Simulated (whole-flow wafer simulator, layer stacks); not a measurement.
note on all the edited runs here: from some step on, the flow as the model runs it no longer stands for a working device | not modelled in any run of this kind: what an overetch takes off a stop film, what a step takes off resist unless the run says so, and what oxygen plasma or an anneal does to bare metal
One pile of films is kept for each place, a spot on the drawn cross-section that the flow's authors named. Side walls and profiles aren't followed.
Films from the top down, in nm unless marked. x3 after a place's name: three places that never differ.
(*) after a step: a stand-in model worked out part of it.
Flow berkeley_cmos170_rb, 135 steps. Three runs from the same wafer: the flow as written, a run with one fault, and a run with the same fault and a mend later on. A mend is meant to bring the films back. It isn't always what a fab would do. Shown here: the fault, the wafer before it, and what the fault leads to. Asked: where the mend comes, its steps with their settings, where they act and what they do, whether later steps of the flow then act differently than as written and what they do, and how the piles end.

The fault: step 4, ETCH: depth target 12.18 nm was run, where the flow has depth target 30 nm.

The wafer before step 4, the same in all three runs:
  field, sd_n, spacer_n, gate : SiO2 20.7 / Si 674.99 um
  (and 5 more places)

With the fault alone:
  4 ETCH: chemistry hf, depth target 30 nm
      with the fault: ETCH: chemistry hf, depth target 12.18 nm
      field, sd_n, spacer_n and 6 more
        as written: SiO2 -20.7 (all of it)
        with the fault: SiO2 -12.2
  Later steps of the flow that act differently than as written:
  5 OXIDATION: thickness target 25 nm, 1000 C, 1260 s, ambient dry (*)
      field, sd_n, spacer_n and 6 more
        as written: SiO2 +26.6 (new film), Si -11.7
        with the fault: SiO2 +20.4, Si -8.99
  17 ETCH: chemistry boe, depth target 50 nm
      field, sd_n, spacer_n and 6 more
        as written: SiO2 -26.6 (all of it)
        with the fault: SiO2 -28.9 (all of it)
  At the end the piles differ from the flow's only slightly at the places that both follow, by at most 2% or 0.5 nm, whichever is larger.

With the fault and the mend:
  The mend comes after step 4.
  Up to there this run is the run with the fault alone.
  4a ETCH: chemistry hf, depth target 17.82 nm (the flow's step 4 once more, with other settings)
      field, sd_n, spacer_n and 6 more
        SiO2 -8.51 (all of it)
  No later step of the flow acts differently than as written at any place that is followed.
  At the end the piles are the same as the flow's at every place that both follow.
